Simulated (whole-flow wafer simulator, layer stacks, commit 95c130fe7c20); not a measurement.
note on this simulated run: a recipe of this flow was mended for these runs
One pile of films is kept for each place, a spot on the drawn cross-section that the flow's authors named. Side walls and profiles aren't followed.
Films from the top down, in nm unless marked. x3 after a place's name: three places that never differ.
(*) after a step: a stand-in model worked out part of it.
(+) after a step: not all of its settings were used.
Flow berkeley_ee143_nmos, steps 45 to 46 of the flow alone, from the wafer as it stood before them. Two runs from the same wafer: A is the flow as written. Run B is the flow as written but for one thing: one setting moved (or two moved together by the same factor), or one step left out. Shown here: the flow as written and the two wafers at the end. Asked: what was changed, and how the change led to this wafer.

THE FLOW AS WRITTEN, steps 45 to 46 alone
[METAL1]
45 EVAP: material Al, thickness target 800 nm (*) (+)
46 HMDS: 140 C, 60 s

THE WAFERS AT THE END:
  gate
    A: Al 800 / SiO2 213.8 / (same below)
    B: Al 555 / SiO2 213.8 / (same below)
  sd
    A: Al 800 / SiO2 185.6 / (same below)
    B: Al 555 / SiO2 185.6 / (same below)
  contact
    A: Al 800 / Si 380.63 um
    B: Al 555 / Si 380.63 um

The cause: step 45, EVAP: thickness target 555 nm was run, where the flow has thickness target 800 nm.
It can be read off the wafer: gate has Al 555, and step 45 as written asks for 800 nm.

How the change led to this, step by step:
  45 EVAP: material Al, thickness target 800 nm (*) (+)
      gate, sd, contact, field: A Al +800 (new film) | B Al +555 (new film)
